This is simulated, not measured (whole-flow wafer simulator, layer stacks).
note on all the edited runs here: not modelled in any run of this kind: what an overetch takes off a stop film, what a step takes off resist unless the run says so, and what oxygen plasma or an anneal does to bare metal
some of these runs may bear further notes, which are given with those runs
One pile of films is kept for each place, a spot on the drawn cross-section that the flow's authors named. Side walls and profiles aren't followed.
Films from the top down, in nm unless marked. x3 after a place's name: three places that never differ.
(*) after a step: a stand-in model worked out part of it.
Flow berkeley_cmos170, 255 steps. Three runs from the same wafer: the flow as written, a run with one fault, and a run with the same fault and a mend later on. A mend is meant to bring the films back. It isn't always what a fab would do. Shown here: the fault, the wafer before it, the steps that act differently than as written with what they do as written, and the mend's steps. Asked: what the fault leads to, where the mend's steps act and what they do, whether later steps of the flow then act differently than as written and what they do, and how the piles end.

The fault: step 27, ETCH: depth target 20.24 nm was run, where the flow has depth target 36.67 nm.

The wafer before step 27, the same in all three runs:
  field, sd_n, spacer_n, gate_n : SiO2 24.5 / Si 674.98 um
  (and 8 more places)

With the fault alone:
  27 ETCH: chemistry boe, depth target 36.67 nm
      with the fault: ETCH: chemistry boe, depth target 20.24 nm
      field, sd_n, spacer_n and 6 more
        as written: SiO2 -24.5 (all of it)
        with the fault: SiO2 -20.2
  Later steps of the flow that act differently than as written (42 more steps differ only slightly, by at most 2% or 0.5 nm, whichever is larger, and aren't shown):
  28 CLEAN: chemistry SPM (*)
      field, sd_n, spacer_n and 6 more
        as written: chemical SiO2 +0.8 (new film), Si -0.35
        with the fault: nothing
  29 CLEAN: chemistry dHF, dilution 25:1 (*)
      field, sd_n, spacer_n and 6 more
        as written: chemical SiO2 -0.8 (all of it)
        with the fault: SiO2 -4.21 (all of it)
  At the end the piles differ from the flow's only slightly at the places that both follow, by at most 2% or 0.5 nm, whichever is larger.

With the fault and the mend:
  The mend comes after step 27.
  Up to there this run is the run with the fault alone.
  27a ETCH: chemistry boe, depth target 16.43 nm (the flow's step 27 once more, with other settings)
      field, sd_n, spacer_n and 6 more
        SiO2 -4.21 (all of it)
  No later step of the flow acts differently than as written at any place that is followed.
  At the end the piles are the same as the flow's at every place that both follow.
